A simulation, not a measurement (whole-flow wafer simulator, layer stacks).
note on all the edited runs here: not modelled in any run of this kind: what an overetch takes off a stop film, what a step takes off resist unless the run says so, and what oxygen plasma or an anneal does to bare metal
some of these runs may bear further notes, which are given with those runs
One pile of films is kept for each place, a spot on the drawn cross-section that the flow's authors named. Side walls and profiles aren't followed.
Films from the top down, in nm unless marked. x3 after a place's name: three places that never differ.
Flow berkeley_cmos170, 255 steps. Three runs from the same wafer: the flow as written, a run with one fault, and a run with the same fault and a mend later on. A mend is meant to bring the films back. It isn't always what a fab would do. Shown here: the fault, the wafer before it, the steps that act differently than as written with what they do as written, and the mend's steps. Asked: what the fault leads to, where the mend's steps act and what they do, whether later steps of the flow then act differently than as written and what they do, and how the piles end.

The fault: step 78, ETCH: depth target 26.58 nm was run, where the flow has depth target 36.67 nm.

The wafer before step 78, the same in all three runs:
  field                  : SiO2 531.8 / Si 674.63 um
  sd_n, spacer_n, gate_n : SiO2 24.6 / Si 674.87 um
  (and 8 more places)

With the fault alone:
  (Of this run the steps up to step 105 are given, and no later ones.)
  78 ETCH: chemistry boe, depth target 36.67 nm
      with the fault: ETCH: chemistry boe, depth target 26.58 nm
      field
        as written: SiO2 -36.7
        with the fault: SiO2 -26.6
  No later step of the flow up to step 105 acts differently than as written, at any place that is followed, by more than 2% or 0.5 nm, whichever is larger.
  After step 105 the piles differ from the flow's by more than 2% or 0.5 nm, whichever is larger, at field.
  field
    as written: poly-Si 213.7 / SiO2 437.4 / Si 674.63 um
    with the fault: poly-Si 213.7 / SiO2 447.5 / Si 674.63 um

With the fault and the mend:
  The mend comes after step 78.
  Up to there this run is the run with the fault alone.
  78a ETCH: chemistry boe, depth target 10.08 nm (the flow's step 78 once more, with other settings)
      field
        SiO2 -10.1
  No later step of the flow acts differently than as written, at any place that is followed, by more than 2% or 0.5 nm, whichever is larger.
  At the end the piles are the same as the flow's at every place that both follow.
